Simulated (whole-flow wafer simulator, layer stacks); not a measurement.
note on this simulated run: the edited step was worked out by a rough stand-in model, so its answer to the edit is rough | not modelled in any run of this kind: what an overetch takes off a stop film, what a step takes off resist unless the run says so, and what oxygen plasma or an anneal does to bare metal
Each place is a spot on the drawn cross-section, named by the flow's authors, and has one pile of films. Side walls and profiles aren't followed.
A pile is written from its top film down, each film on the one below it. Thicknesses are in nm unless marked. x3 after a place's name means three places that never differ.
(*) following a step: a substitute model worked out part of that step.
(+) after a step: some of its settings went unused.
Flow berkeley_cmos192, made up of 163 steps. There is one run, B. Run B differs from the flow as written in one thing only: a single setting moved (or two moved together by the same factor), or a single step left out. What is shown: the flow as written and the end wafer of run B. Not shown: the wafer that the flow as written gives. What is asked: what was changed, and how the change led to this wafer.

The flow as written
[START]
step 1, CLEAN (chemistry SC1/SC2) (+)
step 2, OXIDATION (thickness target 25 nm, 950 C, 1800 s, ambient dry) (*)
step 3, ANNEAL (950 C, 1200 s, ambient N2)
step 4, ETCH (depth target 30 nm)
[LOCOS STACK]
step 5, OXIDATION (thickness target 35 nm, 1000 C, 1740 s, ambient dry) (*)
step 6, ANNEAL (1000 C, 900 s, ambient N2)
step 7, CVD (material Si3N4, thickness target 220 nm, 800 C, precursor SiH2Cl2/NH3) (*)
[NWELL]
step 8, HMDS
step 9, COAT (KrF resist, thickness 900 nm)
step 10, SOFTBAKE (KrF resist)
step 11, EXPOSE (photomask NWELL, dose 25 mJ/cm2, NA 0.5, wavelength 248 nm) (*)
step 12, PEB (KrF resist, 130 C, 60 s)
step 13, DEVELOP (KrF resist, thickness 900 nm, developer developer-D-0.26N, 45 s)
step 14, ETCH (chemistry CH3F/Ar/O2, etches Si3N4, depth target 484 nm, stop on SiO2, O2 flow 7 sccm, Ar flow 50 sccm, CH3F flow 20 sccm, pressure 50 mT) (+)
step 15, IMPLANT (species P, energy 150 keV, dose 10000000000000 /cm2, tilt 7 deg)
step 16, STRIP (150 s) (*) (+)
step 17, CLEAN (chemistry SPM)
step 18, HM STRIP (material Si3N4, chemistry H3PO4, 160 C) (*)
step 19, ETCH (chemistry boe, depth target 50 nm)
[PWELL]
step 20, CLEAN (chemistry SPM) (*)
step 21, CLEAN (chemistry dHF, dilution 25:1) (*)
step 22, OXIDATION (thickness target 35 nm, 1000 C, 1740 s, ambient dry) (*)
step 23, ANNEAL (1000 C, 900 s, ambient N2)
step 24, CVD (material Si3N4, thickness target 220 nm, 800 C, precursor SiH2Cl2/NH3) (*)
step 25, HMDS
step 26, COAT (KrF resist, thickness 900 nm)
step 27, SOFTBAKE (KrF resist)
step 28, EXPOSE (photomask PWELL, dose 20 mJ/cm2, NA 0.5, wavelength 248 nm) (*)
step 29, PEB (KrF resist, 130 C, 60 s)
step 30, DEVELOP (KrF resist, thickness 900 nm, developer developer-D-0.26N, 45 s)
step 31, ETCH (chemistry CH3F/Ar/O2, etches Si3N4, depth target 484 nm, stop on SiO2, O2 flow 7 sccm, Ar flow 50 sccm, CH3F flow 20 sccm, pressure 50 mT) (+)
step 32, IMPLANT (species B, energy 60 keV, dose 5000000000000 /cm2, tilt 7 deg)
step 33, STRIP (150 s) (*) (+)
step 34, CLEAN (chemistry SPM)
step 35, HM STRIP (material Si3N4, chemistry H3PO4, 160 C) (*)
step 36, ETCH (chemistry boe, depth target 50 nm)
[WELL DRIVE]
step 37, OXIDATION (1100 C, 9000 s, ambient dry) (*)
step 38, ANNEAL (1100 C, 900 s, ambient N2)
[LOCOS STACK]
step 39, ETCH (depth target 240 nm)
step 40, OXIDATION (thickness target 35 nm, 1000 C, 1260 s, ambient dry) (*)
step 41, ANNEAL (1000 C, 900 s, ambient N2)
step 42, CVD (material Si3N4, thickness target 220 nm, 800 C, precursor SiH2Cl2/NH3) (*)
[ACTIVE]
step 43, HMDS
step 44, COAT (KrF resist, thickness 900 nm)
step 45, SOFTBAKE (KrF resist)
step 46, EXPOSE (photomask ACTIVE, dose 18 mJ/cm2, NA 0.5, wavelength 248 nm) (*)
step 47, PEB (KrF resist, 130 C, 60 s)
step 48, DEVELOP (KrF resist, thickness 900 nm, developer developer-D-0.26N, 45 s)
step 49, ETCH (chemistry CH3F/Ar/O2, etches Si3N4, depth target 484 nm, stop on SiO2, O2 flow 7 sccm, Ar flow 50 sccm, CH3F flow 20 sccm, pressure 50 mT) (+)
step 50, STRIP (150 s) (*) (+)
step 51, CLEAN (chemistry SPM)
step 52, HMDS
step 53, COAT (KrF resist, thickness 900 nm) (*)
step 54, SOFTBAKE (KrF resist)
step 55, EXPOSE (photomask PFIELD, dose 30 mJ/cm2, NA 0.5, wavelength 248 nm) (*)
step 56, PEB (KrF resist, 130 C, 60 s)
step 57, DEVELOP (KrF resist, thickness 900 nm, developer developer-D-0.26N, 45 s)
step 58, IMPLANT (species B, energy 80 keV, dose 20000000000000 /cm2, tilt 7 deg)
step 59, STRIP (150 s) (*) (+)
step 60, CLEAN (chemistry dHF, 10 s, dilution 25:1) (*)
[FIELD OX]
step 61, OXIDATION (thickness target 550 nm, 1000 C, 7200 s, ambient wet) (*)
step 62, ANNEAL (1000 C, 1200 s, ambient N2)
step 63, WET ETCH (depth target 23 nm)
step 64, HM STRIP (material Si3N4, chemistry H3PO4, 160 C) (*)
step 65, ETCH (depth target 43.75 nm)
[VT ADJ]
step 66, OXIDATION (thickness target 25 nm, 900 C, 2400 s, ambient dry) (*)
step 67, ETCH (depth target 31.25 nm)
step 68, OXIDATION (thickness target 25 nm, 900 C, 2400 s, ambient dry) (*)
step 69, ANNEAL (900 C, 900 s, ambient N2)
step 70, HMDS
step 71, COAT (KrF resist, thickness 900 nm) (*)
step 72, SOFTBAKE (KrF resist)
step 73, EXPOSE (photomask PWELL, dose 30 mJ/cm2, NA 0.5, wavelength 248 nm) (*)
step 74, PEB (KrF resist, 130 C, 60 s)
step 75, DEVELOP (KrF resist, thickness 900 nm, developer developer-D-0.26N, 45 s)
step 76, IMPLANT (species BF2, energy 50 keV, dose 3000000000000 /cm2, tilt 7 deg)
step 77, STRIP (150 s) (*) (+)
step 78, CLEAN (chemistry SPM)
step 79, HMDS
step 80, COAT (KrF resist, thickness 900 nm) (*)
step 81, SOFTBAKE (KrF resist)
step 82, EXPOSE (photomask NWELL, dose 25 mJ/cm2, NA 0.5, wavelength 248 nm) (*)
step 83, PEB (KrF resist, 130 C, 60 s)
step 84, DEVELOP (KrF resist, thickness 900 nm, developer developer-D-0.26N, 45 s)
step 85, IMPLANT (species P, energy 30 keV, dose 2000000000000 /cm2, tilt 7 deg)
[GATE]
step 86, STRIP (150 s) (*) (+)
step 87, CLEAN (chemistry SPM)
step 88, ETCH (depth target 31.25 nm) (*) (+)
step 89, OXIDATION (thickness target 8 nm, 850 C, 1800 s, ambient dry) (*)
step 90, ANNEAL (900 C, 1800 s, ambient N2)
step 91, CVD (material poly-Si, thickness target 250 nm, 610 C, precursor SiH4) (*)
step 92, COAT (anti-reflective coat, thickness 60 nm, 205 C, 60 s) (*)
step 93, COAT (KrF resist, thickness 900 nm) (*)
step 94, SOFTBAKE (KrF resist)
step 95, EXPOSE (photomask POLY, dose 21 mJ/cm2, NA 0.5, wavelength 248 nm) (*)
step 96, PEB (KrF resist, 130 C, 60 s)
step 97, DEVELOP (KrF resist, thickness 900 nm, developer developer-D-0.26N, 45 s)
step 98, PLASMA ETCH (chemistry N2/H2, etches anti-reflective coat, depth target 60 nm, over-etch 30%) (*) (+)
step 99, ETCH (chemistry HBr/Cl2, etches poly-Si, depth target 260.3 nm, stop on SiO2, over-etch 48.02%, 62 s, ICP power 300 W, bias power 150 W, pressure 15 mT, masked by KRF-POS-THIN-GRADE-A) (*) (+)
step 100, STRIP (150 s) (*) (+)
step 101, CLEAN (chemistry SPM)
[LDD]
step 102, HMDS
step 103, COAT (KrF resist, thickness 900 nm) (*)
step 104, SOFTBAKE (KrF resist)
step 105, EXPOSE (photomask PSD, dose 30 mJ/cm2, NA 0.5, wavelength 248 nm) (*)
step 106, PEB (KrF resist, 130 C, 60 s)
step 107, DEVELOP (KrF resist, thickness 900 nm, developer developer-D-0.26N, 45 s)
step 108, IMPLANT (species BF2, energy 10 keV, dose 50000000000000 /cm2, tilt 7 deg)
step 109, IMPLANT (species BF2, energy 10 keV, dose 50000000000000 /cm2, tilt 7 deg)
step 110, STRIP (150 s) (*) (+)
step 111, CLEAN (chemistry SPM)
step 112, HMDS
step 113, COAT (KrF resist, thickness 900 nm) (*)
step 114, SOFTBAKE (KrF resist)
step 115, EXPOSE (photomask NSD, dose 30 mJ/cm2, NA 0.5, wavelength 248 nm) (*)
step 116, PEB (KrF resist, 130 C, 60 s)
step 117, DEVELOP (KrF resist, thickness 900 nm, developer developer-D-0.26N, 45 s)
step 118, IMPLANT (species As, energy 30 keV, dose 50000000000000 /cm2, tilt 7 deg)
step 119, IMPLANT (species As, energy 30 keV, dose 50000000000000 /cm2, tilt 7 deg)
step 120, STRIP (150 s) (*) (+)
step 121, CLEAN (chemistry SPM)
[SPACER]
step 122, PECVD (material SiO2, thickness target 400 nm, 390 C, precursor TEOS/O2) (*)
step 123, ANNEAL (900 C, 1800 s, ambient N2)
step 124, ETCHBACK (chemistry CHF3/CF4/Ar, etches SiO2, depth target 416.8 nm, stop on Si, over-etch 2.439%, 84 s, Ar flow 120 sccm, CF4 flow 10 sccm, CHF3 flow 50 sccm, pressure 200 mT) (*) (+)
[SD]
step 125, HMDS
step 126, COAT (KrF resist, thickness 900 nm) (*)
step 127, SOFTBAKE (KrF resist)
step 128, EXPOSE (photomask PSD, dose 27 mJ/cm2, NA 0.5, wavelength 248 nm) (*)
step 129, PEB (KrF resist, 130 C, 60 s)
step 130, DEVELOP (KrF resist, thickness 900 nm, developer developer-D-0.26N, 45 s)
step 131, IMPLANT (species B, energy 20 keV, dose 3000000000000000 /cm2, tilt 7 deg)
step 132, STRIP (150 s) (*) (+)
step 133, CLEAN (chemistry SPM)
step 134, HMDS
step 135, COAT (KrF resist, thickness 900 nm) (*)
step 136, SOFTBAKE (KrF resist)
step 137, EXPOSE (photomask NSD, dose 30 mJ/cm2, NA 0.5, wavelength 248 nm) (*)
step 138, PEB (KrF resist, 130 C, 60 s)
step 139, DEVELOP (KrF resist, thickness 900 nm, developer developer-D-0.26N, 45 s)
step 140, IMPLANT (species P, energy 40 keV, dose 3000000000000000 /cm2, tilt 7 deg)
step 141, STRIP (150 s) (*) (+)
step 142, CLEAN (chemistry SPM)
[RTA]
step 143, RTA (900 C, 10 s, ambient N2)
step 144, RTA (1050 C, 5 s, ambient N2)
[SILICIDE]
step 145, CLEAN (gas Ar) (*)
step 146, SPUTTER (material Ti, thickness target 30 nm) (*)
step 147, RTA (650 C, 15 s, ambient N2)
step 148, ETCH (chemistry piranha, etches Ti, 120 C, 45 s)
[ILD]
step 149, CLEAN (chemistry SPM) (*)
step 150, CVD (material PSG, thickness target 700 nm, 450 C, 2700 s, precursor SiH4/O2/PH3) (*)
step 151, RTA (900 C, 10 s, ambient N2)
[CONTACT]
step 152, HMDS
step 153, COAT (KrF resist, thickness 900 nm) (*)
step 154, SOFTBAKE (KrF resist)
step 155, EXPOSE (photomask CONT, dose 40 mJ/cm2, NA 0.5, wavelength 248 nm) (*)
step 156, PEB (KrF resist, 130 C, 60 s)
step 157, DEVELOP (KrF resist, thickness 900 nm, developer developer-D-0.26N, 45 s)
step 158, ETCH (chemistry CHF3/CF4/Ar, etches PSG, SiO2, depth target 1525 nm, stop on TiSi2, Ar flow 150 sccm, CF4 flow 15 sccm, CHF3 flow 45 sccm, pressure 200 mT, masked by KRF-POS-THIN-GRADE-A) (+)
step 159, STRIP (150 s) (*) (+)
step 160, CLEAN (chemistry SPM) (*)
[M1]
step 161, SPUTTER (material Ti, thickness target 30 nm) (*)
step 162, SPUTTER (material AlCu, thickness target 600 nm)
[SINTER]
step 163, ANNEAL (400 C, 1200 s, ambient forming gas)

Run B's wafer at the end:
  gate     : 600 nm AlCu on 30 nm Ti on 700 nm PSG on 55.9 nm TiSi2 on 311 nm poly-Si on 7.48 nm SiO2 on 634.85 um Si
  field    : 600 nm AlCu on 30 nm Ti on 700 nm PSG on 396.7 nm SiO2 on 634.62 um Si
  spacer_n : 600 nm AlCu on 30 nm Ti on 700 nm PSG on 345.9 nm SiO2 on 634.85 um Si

Cause: step 91, CVD: thickness target 370 nm was run, though the flow has thickness target 250 nm.

How this came from the change, step by step:
  step 91, CVD (material poly-Si, thickness target 250 nm, 610 C, precursor SiH4) (*)
      field, sd_n, spacer_n and 6 more: poly-Si gains 370 (new film) (as written it would have been: poly-Si gains 250 (new film))
  step 92, COAT (anti-reflective coat, thickness 60 nm, 205 C, 60 s) (*)
      field: anti-reflective coat gains 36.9 (new film) (as written it would have been: anti-reflective coat gains 35.3 (new film))
      sd_n: anti-reflective coat gains 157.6 (new film) (as written it would have been: anti-reflective coat gains 152.4 (new film))
      (as well as at 1 more place)
  step 98, PLASMA ETCH (chemistry N2/H2, etches anti-reflective coat, depth target 60 nm, over-etch 30%) (*) (+)
      field: anti-reflective coat loses 36.9 (all of it), poly-Si loses 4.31 (as written it would have been: anti-reflective coat loses 35.3 (all of it), poly-Si loses 4.18)
      sd_n: anti-reflective coat loses 157.6 (all of it), poly-Si loses 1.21 (as written it would have been: anti-reflective coat loses 152.4 (all of it), poly-Si loses 1.17)
      (as well as at 1 more place)
  step 99, ETCH (chemistry HBr/Cl2, etches poly-Si, depth target 260.3 nm, stop on SiO2, over-etch 48.02%, 62 s, ICP power 300 W, bias power 150 W, pressure 15 mT, masked by KRF-POS-THIN-GRADE-A) (*) (+)
      spacer_n, spacer_p: poly-Si loses 365.6 (all of it), SiO2 loses 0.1 (as written it would have been: poly-Si loses 245.8 (all of it), SiO2 loses 1.74)
      field: poly-Si loses 365.7 (all of it), SiO2 loses 0.1 (as written it would have been: poly-Si loses 245.8 (all of it), SiO2 loses 1.74)
      (as well as at 4 more places)
  step 103, COAT (KrF resist, thickness 900 nm) (*)
      gate: KrF resist gains 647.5 (new film) (as written it would have been: KrF resist gains 748 (new film))
      gate_p: KrF resist gains 643.7 (new film) (as written it would have been: KrF resist gains 744.1 (new film))
  step 107, DEVELOP (KrF resist, thickness 900 nm, developer developer-D-0.26N, 45 s)
      gate_p: KrF resist loses 642.7 (all of it) (as written it would have been: KrF resist loses 742.9 (all of it))
  step 110, STRIP (150 s) (*) (+)
      gate: KrF resist loses 632.4 (all of it), chemical SiO2 gains 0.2, poly-Si loses 0.09 (as written it would have been: KrF resist loses 732.7 (all of it), chemical SiO2 gains 0.2, poly-Si loses 0.09)
  step 113, COAT (KrF resist, thickness 900 nm) (*)
      gate: KrF resist gains 647.4 (new film) (as written it would have been: KrF resist gains 747.9 (new film))
      gate_p: KrF resist gains 643.5 (new film) (as written it would have been: KrF resist gains 743.9 (new film))
  step 117, DEVELOP (KrF resist, thickness 900 nm, developer developer-D-0.26N, 45 s)
      gate: KrF resist loses 646.5 (all of it) (as written it would have been: KrF resist loses 746.8 (all of it))
  step 120, STRIP (150 s) (*) (+)
      gate_p: KrF resist loses 628.4 (all of it), chemical SiO2 gains 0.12, poly-Si loses 0.05 (as written it would have been: KrF resist loses 728.6 (all of it), chemical SiO2 gains 0.12, poly-Si loses 0.05)
  step 124, ETCHBACK (chemistry CHF3/CF4/Ar, etches SiO2, depth target 416.8 nm, stop on Si, over-etch 2.439%, 84 s, Ar flow 120 sccm, CF4 flow 10 sccm, CHF3 flow 50 sccm, pressure 200 mT) (*) (+)
      spacer_n: SiO2 loses 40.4 (as written it would have been: SiO2 loses 160)
      spacer_p: SiO2 loses 40.4 (as written it would have been: SiO2 loses 159.9)
  step 126, COAT (KrF resist, thickness 900 nm) (*)
      spacer_n: KrF resist gains 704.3 (new film) (as written it would have been: KrF resist gains 791.6 (new film))
      gate: KrF resist gains 686.4 (new film) (as written it would have been: KrF resist gains 771.5 (new film))
      (as well as at 2 more places)
  step 130, DEVELOP (KrF resist, thickness 900 nm, developer developer-D-0.26N, 45 s)
      spacer_p: KrF resist loses 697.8 (all of it) (as written it would have been: KrF resist loses 784.6 (all of it))
      gate_p: KrF resist loses 679.7 (all of it) (as written it would have been: KrF resist loses 764.3 (all of it))
  step 132, STRIP (150 s) (*) (+)
      spacer_n: KrF resist loses 689.1 (all of it) (as written it would have been: KrF resist loses 776.1 (all of it))
      gate: chemical SiO2 gains 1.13 (new film), KrF resist loses 671.1 (all of it), poly-Si loses 0.5 (as written it would have been: chemical SiO2 gains 1.13 (new film), KrF resist loses 756.1 (all of it), poly-Si loses 0.5)
  step 135, COAT (KrF resist, thickness 900 nm) (*)
      spacer_n: KrF resist gains 704.6 (new film) (as written it would have been: KrF resist gains 791.1 (new film))
      gate: KrF resist gains 686 (new film) (as written it would have been: KrF resist gains 770.3 (new film))
      (as well as at 2 more places)
  step 139, DEVELOP (KrF resist, thickness 900 nm, developer developer-D-0.26N, 45 s)
      spacer_n: KrF resist loses 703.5 (all of it) (as written it would have been: KrF resist loses 789.9 (all of it))
      gate: KrF resist loses 684.9 (all of it) (as written it would have been: KrF resist loses 769.1 (all of it))
  ... 2 other steps ...
  step 159, STRIP (150 s) (*) (+)
      field: KrF resist loses 686.1 (all of it) (as written it would have been: KrF resist loses 671.6 (all of it))
      spacer_n: KrF resist loses 556.9 (all of it) (as written it would have been: KrF resist loses 620.3 (all of it))
      (as well as at 4 more places)
